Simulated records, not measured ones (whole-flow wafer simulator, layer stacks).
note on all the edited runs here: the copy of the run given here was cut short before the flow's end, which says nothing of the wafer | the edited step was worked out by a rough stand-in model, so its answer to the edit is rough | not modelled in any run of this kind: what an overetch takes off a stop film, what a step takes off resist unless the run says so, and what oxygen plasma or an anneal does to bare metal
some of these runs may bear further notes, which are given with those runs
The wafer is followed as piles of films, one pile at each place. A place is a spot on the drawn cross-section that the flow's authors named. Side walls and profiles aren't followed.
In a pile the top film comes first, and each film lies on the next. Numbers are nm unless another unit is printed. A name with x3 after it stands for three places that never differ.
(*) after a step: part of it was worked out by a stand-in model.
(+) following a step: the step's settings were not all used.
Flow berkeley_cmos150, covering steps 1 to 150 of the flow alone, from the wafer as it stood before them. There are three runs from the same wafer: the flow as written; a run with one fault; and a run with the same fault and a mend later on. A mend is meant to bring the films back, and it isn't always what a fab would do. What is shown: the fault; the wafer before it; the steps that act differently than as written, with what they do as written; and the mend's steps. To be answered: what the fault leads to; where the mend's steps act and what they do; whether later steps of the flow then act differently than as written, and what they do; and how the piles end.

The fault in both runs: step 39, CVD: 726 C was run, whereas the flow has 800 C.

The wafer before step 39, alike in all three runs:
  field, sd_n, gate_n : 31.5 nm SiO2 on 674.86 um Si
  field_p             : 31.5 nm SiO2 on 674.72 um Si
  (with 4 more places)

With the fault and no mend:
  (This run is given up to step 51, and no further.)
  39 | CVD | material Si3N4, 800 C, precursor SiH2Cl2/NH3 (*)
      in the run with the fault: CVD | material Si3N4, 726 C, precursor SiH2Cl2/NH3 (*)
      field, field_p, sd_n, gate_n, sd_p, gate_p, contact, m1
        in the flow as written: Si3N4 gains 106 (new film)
        in the run with the fault: Si3N4 gains 35.7 (new film)
  Later steps of the flow acting differently than as written:
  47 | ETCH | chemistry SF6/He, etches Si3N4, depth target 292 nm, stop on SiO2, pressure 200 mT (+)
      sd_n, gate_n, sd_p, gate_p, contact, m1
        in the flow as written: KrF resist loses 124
        in the run with the fault: KrF resist loses 47.5
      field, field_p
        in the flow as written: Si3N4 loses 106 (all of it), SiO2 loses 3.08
        in the run with the fault: Si3N4 loses 35.7 (all of it), SiO2 loses 3.08
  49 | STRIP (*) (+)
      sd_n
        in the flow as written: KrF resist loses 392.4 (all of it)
        in the run with the fault: KrF resist loses 468.8 (all of it)
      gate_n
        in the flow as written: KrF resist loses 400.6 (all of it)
        in the run with the fault: KrF resist loses 477.1 (all of it)
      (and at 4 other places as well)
  Once step 51 is done, the piles at sd_n, gate_n, sd_p, gate_p, contact, m1 depart from the flow's by more than 2% or 0.5 nm, whichever is larger.
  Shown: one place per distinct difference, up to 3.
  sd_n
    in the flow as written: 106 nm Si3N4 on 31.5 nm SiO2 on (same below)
    in the run with the fault: 35.7 nm Si3N4 on 31.5 nm SiO2 on (same below)

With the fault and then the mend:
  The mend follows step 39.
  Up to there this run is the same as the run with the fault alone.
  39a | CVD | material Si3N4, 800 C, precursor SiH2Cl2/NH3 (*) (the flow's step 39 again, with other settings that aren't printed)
      field, field_p, sd_n, gate_n, sd_p, gate_p, contact, m1
        Si3N4 gains 70.3
  Later steps of the flow that are run all act as written at every place that is followed, up to a difference of at most 2% or 0.5 nm, whichever is larger.
  By the end, the piles equal the flow's at every place that both follow.
